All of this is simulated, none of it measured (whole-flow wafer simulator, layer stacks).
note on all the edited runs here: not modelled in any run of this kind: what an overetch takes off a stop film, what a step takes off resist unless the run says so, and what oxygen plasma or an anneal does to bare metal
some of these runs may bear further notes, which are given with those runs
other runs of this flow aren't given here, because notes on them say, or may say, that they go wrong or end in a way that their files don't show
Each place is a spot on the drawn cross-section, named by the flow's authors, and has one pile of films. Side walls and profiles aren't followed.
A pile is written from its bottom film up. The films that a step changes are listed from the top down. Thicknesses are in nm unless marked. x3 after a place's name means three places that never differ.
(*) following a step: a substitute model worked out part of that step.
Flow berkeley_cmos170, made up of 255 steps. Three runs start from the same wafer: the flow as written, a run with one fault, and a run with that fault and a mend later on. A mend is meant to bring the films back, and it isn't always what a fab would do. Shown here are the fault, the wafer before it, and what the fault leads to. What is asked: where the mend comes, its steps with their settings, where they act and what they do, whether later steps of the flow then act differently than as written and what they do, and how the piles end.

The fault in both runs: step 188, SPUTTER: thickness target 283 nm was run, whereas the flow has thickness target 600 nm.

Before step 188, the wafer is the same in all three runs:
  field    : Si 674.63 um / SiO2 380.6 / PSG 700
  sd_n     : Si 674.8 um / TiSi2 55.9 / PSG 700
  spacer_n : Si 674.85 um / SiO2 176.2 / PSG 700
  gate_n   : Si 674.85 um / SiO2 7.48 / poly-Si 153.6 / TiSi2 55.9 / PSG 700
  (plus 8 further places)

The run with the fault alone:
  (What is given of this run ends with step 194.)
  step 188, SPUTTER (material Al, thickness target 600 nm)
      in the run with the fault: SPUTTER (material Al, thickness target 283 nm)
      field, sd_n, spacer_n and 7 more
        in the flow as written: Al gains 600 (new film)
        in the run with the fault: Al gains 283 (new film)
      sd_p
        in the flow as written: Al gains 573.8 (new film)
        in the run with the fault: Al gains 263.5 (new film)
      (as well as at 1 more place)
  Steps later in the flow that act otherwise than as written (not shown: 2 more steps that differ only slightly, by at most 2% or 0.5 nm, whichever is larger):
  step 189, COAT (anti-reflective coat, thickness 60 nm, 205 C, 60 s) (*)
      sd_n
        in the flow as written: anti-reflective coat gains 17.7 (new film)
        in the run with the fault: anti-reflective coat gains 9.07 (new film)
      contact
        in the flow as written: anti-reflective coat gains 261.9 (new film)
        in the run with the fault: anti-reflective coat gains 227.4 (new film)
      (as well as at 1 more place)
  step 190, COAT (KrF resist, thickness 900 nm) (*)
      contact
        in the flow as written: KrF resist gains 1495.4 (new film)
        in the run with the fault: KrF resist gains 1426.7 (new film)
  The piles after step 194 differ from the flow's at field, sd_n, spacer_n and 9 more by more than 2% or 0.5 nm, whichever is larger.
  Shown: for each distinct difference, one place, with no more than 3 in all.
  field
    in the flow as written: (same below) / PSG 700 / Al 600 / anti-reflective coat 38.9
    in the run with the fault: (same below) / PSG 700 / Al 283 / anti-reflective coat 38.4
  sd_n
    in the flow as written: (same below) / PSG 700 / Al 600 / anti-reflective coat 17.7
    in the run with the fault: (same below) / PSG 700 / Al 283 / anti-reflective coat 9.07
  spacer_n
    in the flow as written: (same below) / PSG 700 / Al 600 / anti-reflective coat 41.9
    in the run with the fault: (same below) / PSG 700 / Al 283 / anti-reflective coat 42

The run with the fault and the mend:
  After step 188 comes the mend.
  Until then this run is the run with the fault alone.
  step 188a, ETCH (chemistry al pan, depth target 325.1 nm)
      field, sd_n, spacer_n and 7 more
        Al loses 283 (all of it)
      sd_p
        Al loses 263.5 (all of it)
      contact
        Al loses 200.5 (all of it)
  step 188b, SPUTTER (material Al, thickness target 600 nm) (a further turn of the flow's step 188)
      field, sd_n, spacer_n and 7 more
        Al gains 600 (new film)
      sd_p
        Al gains 573.8 (new film)
      contact
        Al gains 415.7 (new film)
  Every later step of the flow that is run acts as written at every place that is followed.
  The piles end the same as the flow's at every place that both follow.
